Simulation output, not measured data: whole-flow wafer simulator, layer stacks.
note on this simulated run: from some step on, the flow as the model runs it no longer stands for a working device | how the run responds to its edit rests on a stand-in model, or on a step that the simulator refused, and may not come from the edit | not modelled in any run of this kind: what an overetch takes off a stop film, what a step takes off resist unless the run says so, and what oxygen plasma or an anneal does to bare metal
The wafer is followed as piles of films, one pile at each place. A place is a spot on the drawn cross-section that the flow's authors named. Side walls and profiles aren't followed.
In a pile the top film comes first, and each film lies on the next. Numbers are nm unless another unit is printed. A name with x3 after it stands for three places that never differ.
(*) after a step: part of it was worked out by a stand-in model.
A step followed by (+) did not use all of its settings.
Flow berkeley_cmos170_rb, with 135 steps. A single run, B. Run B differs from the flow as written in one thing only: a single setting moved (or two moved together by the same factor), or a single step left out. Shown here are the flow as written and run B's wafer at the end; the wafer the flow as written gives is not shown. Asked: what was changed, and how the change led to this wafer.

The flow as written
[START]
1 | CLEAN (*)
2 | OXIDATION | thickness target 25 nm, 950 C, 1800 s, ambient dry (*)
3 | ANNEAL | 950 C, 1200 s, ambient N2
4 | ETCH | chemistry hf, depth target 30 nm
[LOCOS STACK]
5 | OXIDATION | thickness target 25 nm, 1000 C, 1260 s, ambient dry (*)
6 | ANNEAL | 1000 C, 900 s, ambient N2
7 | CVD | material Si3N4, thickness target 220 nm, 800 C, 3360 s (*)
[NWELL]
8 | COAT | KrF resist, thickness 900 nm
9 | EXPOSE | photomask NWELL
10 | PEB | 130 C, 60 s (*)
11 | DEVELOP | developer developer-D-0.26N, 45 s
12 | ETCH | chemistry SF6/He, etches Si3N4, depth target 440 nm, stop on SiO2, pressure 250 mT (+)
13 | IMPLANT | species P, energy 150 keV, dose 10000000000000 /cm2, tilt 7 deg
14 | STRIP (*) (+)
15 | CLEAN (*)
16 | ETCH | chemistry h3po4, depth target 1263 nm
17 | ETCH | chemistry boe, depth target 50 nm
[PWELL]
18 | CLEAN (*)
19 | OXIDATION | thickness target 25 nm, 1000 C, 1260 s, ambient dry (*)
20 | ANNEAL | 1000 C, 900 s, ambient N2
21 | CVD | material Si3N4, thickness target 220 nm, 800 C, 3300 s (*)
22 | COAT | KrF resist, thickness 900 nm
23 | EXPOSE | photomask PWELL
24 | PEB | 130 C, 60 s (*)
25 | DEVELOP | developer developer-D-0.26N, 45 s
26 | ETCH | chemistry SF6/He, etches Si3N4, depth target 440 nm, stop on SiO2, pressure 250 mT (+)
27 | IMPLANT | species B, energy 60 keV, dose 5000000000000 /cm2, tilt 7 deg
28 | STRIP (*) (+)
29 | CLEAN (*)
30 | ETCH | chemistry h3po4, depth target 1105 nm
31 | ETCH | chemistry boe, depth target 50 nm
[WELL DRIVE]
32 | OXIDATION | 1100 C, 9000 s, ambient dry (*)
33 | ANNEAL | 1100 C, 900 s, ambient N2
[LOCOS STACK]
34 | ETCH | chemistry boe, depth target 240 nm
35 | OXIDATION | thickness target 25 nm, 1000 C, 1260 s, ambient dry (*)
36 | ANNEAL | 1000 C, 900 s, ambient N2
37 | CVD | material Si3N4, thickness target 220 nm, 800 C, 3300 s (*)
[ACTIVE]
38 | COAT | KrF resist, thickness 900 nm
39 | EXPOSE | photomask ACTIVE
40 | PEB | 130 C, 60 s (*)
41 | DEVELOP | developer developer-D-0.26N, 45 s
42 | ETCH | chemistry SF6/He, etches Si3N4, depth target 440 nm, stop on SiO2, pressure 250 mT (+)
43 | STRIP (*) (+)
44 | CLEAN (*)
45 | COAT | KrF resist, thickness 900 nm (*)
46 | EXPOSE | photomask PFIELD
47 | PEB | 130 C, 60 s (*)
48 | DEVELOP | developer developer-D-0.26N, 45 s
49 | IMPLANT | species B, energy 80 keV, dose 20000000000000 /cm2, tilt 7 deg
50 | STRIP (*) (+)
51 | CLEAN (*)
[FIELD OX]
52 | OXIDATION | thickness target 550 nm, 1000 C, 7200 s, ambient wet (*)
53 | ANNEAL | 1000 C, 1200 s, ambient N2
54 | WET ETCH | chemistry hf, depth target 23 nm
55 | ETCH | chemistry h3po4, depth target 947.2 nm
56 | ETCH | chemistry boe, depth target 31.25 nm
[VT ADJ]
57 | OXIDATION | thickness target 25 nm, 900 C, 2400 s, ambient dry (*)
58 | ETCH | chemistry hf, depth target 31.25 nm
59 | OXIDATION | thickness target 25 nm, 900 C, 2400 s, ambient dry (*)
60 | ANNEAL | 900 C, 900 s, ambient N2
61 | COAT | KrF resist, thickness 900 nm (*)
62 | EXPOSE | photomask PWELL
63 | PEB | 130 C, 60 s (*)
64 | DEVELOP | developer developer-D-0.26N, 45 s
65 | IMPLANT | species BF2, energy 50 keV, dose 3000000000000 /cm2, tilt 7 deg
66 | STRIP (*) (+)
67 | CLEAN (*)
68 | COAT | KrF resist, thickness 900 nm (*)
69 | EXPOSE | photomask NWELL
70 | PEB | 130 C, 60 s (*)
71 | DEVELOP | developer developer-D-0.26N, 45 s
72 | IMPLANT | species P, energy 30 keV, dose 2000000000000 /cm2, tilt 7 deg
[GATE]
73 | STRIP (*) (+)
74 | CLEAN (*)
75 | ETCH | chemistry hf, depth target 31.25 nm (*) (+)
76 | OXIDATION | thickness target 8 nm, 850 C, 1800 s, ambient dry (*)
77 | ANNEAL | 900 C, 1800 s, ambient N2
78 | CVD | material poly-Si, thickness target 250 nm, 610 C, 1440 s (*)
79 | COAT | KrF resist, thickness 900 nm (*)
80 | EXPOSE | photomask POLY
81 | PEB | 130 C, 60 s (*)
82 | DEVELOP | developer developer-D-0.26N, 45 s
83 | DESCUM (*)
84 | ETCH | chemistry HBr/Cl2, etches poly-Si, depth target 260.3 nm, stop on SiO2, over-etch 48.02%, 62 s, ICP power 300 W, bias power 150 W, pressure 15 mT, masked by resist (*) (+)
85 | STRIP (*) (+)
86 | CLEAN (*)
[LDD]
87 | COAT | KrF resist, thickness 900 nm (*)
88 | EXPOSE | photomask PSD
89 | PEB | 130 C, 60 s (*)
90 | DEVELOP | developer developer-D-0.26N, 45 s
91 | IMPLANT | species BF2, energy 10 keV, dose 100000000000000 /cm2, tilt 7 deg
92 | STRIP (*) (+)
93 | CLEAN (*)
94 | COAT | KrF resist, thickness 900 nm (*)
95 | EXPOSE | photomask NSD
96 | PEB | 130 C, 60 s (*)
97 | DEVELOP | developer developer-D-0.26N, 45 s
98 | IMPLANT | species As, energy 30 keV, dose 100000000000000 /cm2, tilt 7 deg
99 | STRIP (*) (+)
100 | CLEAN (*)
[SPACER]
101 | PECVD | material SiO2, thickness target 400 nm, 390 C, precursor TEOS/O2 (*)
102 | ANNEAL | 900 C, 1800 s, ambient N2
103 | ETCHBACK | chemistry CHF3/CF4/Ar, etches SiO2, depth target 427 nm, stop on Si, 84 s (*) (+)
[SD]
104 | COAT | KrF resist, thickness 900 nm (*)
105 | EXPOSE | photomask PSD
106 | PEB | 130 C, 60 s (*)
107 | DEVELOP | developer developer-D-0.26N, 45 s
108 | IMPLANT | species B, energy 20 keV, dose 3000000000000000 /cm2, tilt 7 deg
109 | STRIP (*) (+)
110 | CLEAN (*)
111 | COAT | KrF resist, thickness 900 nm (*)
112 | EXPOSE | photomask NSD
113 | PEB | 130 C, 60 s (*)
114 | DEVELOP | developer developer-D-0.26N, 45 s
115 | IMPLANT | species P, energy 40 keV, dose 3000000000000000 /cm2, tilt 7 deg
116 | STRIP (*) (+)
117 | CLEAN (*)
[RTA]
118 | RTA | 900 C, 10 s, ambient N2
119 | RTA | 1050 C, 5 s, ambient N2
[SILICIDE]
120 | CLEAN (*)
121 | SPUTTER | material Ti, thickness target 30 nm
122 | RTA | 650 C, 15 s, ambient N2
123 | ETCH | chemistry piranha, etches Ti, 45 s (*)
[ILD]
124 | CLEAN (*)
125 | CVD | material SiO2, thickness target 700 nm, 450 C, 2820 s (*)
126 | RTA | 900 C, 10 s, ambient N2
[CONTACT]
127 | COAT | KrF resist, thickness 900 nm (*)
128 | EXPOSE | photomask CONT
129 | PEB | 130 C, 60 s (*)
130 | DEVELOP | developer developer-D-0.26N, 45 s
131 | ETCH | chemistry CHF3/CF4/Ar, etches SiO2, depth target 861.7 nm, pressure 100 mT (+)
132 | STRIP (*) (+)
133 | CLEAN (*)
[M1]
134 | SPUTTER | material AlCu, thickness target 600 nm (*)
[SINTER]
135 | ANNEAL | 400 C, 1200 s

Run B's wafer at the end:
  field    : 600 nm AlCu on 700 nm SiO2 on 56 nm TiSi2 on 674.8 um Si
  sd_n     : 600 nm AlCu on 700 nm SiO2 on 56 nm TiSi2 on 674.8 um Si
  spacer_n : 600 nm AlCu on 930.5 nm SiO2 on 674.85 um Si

What caused this: step 42, ETCH: depth target 198 nm was run, though the flow has depth target 440 nm.

How this came from the change, step by step:
  42 | ETCH | chemistry SF6/He, etches Si3N4, depth target 440 nm, stop on SiO2, pressure 250 mT (+)
      field: Si3N4 loses 198 (as written it would have been: Si3N4 loses 220 (all of it))
      sd_n, spacer_n, gate, sd_p, spacer_p, gate_p, contact, m1: KrF resist loses 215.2 (as written it would have been: KrF resist loses 358.7)
  43 | STRIP (*) (+)
      sd_n, spacer_n, gate, sd_p, spacer_p, gate_p, contact, m1: KrF resist loses 670.6 (all of it) (as written it would have been: KrF resist loses 527.1 (all of it))
  52 | OXIDATION | thickness target 550 nm, 1000 C, 7200 s, ambient wet (*)
      gate, sd_p: SiO2 gains 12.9 (new film), Si3N4 loses 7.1 (as written it would have been: SiO2 gains 12.9 (new film), Si3N4 loses 7.1, SiO2 gains 0.08, Si loses 0.08)
      field: SiO2 gains 12.9 (new film), Si3N4 loses 7.1 (as written it would have been: SiO2 gains 573.4, Si loses 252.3)
      (as well as at 2 more places)
  54 | WET ETCH | chemistry hf, depth target 23 nm
      field: SiO2 loses 12.9 (all of it) (as written it would have been: SiO2 loses 23)
  55 | ETCH | chemistry h3po4, depth target 947.2 nm
      field: Si3N4 loses 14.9 (all of it) (as written it would have been: nothing)
  56 | ETCH | chemistry boe, depth target 31.25 nm
      field: SiO2 loses 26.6 (all of it) (as written it would have been: SiO2 loses 31.2)
      sd_n: SiO2 loses 26.6 (all of it) (as written it would have been: SiO2 loses 28.8 (all of it))
      (as well as at 1 more place)
  57 | OXIDATION | thickness target 25 nm, 900 C, 2400 s, ambient dry (*)
      field: SiO2 gains 15 (new film), Si loses 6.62 (as written it would have been: SiO2 gains 1.48, Si loses 0.65)
  58 | ETCH | chemistry hf, depth target 31.25 nm
      field: SiO2 loses 15 (all of it) (as written it would have been: SiO2 loses 31.2)
  59 | OXIDATION | thickness target 25 nm, 900 C, 2400 s, ambient dry (*)
      field: SiO2 gains 15 (new film), Si loses 6.62 (as written it would have been: SiO2 gains 1.55, Si loses 0.68)
  61 | COAT | KrF resist, thickness 900 nm (*)
      field: KrF resist gains 900 (new film) (as written it would have been: KrF resist gains 705.7 (new film))
      sd_n: KrF resist gains 900 (new film) (as written it would have been: KrF resist gains 957.5 (new film))
      (as well as at 7 more places)
  64 | DEVELOP | developer developer-D-0.26N, 45 s
      field: KrF resist loses 900 (all of it) (as written it would have been: KrF resist loses 705.7 (all of it))
      sd_n: KrF resist loses 900 (all of it) (as written it would have been: KrF resist loses 957.5 (all of it))
      (as well as at 3 more places)
  66 | STRIP (*) (+)
      sd_p: KrF resist loses 885.8 (all of it) (as written it would have been: KrF resist loses 927.7 (all of it))
      spacer_p: KrF resist loses 885.8 (all of it) (as written it would have been: KrF resist loses 911 (all of it))
      (as well as at 2 more places)
  68 | COAT | KrF resist, thickness 900 nm (*)
      field: KrF resist gains 900 (new film) (as written it would have been: KrF resist gains 705.7 (new film))
      sd_n: KrF resist gains 900 (new film) (as written it would have been: KrF resist gains 957.5 (new film))
      (as well as at 7 more places)
  71 | DEVELOP | developer developer-D-0.26N, 45 s
      sd_p: KrF resist loses 900 (all of it) (as written it would have been: KrF resist loses 941.9 (all of it))
      spacer_p: KrF resist loses 900 (all of it) (as written it would have been: KrF resist loses 925.2 (all of it))
      (as well as at 1 more place)
  73 | STRIP (*) (+)
      field: KrF resist loses 885.8 (all of it) (as written it would have been: KrF resist loses 691.4 (all of it))
      sd_n: KrF resist loses 885.8 (all of it) (as written it would have been: KrF resist loses 943.2 (all of it))
      (as well as at 4 more places)
  75 | ETCH | chemistry hf, depth target 31.25 nm (*) (+)
      field: SiO2 loses 15 (all of it) (as written it would have been: SiO2 loses 31.3)
  ... another 26 steps ...
  134 | SPUTTER | material AlCu, thickness target 600 nm (*)
      sd_p: AlCu gains 600 (new film) (as written it would have been: AlCu gains 545.9 (new film))
